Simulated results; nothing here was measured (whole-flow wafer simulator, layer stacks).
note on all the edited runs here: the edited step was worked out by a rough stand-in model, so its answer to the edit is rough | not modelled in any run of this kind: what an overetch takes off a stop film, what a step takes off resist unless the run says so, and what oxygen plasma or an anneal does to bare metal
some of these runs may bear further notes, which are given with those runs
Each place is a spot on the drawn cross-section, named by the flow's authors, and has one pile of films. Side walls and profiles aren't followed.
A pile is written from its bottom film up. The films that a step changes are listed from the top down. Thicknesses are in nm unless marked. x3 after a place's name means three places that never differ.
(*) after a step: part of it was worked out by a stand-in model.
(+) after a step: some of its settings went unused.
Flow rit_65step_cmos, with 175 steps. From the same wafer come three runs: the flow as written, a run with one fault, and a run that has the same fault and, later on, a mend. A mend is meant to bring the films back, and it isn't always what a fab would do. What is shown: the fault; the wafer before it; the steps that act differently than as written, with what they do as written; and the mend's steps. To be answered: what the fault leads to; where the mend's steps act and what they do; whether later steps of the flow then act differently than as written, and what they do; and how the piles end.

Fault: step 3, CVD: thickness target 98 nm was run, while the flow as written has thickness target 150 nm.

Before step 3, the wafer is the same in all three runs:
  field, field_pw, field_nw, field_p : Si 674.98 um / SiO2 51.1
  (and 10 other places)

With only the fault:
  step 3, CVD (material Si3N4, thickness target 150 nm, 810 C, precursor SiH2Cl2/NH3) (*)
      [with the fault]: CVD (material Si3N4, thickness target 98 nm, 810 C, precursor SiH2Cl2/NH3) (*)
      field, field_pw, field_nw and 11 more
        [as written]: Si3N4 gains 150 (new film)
        [with the fault]: Si3N4 gains 98 (new film)
  Later steps of the flow acting differently than as written (not shown: 58 more steps that differ only slightly, by at most 2% or 0.5 nm, whichever is larger):
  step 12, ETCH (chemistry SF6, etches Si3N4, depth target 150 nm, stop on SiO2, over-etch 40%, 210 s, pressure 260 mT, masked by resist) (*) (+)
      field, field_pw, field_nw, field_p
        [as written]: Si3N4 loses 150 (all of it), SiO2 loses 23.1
        [with the fault]: Si3N4 loses 98 (all of it), SiO2 loses 43.1
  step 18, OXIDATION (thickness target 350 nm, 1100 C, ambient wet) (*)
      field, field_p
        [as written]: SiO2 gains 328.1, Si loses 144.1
        [with the fault]: SiO2 gains 344.4, Si loses 151.3
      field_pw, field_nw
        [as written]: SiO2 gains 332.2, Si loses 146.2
        [with the fault]: SiO2 gains 347.5, Si loses 152.9
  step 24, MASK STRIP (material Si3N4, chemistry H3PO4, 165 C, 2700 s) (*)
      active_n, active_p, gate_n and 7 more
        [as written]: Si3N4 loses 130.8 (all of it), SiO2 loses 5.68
        [with the fault]: Si3N4 loses 78.8 (all of it), SiO2 loses 7.67
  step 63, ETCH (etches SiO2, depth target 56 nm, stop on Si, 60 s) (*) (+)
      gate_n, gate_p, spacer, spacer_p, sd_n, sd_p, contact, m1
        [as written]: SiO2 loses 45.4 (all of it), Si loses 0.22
        [with the fault]: SiO2 loses 43.5 (all of it), Si loses 0.26
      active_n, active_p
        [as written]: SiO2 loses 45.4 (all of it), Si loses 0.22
        [with the fault]: SiO2 loses 43.4 (all of it), Si loses 0.26
  When the end is reached, the piles differ only a little from the flow's at the places that both follow, at most by 2% or 0.5 nm, whichever is larger.

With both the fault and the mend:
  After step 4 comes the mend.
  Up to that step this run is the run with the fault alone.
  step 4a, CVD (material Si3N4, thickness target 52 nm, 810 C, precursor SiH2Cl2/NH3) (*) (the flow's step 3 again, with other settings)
      field, field_pw, field_nw and 11 more
        Si3N4 gains 52
  Every later step of the flow that is run acts as written at every place that is followed.
  The piles end the same as the flow's at every place that both follow.
